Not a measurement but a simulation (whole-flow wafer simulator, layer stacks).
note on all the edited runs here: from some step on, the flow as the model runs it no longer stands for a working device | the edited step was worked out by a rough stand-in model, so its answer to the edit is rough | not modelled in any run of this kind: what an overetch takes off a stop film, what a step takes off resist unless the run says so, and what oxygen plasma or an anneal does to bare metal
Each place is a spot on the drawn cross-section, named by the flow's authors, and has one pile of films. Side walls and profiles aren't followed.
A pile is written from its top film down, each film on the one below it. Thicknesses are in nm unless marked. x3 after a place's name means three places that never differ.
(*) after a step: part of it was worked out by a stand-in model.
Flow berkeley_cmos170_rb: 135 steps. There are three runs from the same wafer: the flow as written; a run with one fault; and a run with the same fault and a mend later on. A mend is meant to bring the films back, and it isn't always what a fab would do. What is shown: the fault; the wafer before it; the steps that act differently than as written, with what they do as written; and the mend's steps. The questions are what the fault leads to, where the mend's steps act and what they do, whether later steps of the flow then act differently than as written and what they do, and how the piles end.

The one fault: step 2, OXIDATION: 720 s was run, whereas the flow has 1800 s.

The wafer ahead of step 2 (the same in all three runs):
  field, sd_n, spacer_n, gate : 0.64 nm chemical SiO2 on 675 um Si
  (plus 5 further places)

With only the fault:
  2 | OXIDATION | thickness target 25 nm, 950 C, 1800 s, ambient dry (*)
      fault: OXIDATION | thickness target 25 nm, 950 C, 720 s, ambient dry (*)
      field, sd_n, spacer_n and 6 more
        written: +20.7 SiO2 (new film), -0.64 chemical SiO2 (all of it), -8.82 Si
        fault: +12 SiO2 (new film), -0.64 chemical SiO2 (all of it), -4.98 Si
  Steps further on in the flow that do not act as written:
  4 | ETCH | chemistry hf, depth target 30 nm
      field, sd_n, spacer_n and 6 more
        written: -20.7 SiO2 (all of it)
        fault: -12 SiO2 (all of it)
  At the end the piles are close to the flow's at the places that both follow, differing by at most 2% or 0.5 nm, whichever is larger.

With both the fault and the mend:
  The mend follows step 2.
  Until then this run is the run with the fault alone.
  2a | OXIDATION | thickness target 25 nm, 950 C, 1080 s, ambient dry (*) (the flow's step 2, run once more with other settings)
      field, sd_n, spacer_n and 6 more
        +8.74 SiO2, -3.84 Si
  None of the later steps of the flow acts differently than as written at any place that is followed.
  The piles end the same as the flow's at every place that both follow.
